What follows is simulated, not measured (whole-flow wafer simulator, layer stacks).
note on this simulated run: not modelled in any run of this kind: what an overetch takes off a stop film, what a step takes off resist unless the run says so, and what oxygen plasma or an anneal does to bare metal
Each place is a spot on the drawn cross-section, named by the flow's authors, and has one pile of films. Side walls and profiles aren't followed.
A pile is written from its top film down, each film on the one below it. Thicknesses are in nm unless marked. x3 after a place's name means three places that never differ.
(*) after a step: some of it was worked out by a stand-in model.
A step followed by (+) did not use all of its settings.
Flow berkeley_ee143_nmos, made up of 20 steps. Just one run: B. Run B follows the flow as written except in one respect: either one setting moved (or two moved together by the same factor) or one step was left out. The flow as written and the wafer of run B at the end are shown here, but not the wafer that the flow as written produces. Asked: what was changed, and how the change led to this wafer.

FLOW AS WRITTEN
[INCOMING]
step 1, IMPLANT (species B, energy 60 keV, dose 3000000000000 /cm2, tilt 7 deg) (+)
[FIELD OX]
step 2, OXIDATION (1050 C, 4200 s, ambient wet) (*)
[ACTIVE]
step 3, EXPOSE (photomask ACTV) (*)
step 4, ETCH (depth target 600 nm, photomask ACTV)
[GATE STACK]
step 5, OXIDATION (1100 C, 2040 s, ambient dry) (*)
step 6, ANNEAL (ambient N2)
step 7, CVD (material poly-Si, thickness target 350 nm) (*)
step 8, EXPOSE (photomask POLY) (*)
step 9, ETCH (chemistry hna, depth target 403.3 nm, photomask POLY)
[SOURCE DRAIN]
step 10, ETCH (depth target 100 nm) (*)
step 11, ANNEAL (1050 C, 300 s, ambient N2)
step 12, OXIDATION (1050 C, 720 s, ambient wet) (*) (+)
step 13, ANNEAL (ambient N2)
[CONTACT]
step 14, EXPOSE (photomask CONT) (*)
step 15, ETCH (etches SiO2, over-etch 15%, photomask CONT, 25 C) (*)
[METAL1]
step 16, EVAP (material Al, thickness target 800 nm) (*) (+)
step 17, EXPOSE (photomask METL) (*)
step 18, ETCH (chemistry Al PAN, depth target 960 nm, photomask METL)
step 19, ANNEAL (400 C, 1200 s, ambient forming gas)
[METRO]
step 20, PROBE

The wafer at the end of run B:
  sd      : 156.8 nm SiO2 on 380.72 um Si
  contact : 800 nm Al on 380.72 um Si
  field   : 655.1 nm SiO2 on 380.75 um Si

Cause: step 9, ETCH: depth target 316.1 nm was run, though the flow has depth target 403.3 nm.

The path from the change to this, step by step:
  step 9, ETCH (chemistry hna, depth target 403.3 nm, photomask POLY)
      sd, contact, field: poly-Si loses 316.1 (as written it would have been: poly-Si loses 350 (all of it))
  step 10, ETCH (depth target 100 nm) (*)
      sd, contact: nothing (as written it would have been: SiO2 loses 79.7 (all of it))
      field: nothing (as written it would have been: SiO2 loses 100)
  step 12, OXIDATION (1050 C, 720 s, ambient wet) (*) (+)
      sd, contact: poly-Si loses 33.9 (all of it), SiO2 gains 77.1 (as written it would have been: SiO2 gains 189.4 (new film), Si loses 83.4)
      field: poly-Si loses 33.9 (all of it), SiO2 gains 77.1 (as written it would have been: SiO2 gains 69.1, Si loses 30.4)
  step 15, ETCH (etches SiO2, over-etch 15%, photomask CONT, 25 C) (*)
      contact: SiO2 loses 156.8 (all of it) (as written it would have been: SiO2 loses 189.4 (all of it))
